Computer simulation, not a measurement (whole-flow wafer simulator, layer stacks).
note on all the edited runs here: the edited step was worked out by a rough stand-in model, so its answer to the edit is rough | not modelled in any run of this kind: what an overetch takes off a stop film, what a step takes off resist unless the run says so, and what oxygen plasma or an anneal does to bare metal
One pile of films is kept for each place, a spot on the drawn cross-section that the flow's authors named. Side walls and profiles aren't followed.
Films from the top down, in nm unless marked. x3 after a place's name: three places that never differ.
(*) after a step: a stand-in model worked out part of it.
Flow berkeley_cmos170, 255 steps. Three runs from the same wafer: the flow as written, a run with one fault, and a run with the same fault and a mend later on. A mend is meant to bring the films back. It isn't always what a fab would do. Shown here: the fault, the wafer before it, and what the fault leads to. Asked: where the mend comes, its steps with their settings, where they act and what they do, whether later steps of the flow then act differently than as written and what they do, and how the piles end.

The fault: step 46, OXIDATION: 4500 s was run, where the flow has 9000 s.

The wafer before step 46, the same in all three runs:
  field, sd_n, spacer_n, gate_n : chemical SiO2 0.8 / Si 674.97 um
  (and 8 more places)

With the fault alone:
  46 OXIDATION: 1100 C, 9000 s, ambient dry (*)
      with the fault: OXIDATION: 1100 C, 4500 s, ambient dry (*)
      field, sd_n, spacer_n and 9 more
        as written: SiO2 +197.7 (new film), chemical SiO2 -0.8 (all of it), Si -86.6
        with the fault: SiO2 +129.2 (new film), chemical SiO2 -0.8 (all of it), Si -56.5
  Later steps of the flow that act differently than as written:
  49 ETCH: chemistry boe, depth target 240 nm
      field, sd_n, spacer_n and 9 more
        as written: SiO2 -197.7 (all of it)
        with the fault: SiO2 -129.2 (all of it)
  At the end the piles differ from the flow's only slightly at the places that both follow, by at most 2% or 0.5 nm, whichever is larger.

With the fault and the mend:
  The mend comes after step 46.
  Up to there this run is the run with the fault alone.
  46a OXIDATION: 1100 C, 4500 s, ambient dry (*) (the flow's step 46 once more, with other settings)
      field, sd_n, spacer_n and 9 more
        SiO2 +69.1, Si -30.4
  No later step of the flow acts differently than as written, at any place that is followed, by more than 2% or 0.5 nm, whichever is larger.
  At the end the piles differ from the flow's only slightly at the places that both follow, by at most 2% or 0.5 nm, whichever is larger.
